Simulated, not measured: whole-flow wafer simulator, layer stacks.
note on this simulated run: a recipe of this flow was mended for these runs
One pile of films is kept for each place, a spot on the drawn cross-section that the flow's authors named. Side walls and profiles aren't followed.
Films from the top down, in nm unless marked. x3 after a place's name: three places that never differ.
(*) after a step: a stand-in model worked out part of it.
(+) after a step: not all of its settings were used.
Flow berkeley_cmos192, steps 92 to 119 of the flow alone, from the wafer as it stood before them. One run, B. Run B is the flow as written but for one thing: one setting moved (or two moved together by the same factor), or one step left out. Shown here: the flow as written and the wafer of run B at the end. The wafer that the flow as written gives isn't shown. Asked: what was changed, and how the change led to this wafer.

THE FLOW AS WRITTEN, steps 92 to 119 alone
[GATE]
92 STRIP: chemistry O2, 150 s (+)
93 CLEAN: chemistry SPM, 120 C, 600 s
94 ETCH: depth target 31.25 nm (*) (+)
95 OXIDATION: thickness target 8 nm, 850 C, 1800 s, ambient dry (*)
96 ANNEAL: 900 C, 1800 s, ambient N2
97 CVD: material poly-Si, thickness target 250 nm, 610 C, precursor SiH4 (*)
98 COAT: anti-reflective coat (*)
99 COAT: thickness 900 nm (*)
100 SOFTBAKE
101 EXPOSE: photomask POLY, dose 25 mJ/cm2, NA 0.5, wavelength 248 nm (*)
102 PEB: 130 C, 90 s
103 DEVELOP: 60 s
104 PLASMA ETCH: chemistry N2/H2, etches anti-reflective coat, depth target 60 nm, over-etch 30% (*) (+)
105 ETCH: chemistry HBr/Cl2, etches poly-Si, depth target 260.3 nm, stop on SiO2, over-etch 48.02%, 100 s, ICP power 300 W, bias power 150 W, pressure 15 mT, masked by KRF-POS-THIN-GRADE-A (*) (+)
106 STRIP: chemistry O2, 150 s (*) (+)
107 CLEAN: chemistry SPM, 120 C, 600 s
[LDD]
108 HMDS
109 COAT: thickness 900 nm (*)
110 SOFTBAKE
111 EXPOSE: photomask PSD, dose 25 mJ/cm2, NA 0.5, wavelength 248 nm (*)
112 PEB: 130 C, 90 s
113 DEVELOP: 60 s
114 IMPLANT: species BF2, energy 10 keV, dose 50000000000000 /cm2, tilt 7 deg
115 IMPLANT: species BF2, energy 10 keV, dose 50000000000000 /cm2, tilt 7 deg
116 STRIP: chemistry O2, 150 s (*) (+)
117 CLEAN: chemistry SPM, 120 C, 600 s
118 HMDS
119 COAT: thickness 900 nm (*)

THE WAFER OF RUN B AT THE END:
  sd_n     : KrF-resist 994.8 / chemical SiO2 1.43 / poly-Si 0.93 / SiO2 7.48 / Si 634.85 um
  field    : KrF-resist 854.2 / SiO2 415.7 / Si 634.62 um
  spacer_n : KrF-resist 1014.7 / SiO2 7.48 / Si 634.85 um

The cause: step 97, CVD: thickness target 388 nm was run, where the flow has thickness target 250 nm.

How the change led to this, step by step:
  97 CVD: material poly-Si, thickness target 250 nm, 610 C, precursor SiH4 (*)
      field, sd_n, spacer_n and 6 more: poly-Si +388 (new film) (as written it would be: poly-Si +250 (new film))
  98 COAT: anti-reflective coat (*)
      field: anti-reflective coat +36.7 (new film) (as written it would be: anti-reflective coat +35.6 (new film))
      sd_n: anti-reflective coat +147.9 (new film) (as written it would be: anti-reflective coat +143.3 (new film))
      (and at 2 more places)
  104 PLASMA ETCH: chemistry N2/H2, etches anti-reflective coat, depth target 60 nm, over-etch 30% (*) (+)
      field: anti-reflective coat -36.7 (all of it), poly-Si -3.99 (as written it would be: anti-reflective coat -35.6 (all of it), poly-Si -3.86)
      sd_n: anti-reflective coat -147.9 (all of it), poly-Si -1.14 (as written it would be: anti-reflective coat -143.3 (all of it), poly-Si -1.1)
      (and at 2 more places)
  105 ETCH: chemistry HBr/Cl2, etches poly-Si, depth target 260.3 nm, stop on SiO2, over-etch 48.02%, 100 s, ICP power 300 W, bias power 150 W, pressure 15 mT, masked by KRF-POS-THIN-GRADE-A (*) (+)
      spacer_n, spacer_p: poly-Si -384 (all of it) (as written it would be: poly-Si -246.2 (all of it), SiO2 -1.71)
      field: poly-Si -384 (all of it) (as written it would be: poly-Si -246.1 (all of it), SiO2 -1.71)
      (and at 4 more places)
  106 STRIP: chemistry O2, 150 s (*) (+)
      sd_n: chemical SiO2 +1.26 (new film), poly-Si -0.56 (as written it would be: nothing)
  109 COAT: thickness 900 nm (*)
      spacer_n: KrF-resist +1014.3 (new film) (as written it would be: KrF-resist +994 (new film))
      gate: KrF-resist +629 (new film) (as written it would be: KrF-resist +743.5 (new film))
      (and at 1 more place)
  113 DEVELOP: 60 s
      gate_p: KrF-resist -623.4 (all of it) (as written it would be: KrF-resist -738.2 (all of it))
  116 STRIP: chemistry O2, 150 s (*) (+)
      spacer_n: KrF-resist -997 (all of it) (as written it would be: KrF-resist -976.9 (all of it))
      gate: KrF-resist -612.8 (all of it), chemical SiO2 +0.2, poly-Si -0.09 (as written it would be: KrF-resist -727 (all of it), chemical SiO2 +0.2, poly-Si -0.09)
  119 COAT: thickness 900 nm (*)
      spacer_n: KrF-resist +1014.7 (new film) (as written it would be: KrF-resist +994.1 (new film))
      gate: KrF-resist +629.5 (new film) (as written it would be: KrF-resist +743.4 (new film))
      (and at 1 more place)
